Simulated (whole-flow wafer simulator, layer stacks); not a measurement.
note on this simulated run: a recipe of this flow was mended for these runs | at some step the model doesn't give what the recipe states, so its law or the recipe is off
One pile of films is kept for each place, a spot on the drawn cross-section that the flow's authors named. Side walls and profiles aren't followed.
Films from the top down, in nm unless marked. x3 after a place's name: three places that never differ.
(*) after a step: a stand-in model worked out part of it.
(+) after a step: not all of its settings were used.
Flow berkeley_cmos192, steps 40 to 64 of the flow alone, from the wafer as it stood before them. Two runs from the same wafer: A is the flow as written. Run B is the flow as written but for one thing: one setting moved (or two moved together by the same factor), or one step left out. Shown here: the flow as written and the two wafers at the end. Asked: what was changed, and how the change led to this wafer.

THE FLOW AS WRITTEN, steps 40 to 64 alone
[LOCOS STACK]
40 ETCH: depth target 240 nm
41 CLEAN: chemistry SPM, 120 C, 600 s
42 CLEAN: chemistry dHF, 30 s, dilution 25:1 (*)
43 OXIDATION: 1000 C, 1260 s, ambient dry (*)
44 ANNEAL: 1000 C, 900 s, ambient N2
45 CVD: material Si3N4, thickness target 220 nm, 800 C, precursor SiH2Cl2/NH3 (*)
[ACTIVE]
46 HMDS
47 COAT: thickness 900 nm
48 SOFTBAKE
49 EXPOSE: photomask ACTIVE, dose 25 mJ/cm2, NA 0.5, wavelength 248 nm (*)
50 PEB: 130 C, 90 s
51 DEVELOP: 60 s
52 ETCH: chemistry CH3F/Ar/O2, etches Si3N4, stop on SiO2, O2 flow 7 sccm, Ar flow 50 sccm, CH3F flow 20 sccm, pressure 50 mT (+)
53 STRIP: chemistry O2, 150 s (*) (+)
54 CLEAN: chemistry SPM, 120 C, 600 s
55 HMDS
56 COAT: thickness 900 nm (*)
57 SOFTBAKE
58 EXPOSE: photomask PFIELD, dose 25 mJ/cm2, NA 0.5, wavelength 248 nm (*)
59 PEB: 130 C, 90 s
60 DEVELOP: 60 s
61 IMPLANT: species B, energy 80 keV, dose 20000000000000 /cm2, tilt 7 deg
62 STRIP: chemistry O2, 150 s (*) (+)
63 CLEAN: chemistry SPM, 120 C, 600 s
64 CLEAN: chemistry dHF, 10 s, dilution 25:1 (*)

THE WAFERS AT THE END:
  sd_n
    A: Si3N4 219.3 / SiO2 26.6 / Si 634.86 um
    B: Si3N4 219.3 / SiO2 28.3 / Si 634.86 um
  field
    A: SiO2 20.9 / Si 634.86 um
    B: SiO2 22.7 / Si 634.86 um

The cause: step 43, OXIDATION: 1418 s was run, where the flow has 1260 s.

How the change led to this, step by step:
  43 OXIDATION: 1000 C, 1260 s, ambient dry (*)
      field, sd_n, spacer_n and 6 more: A SiO2 +26.6 (new film), Si -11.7 | B SiO2 +28.3 (new film), Si -12.4
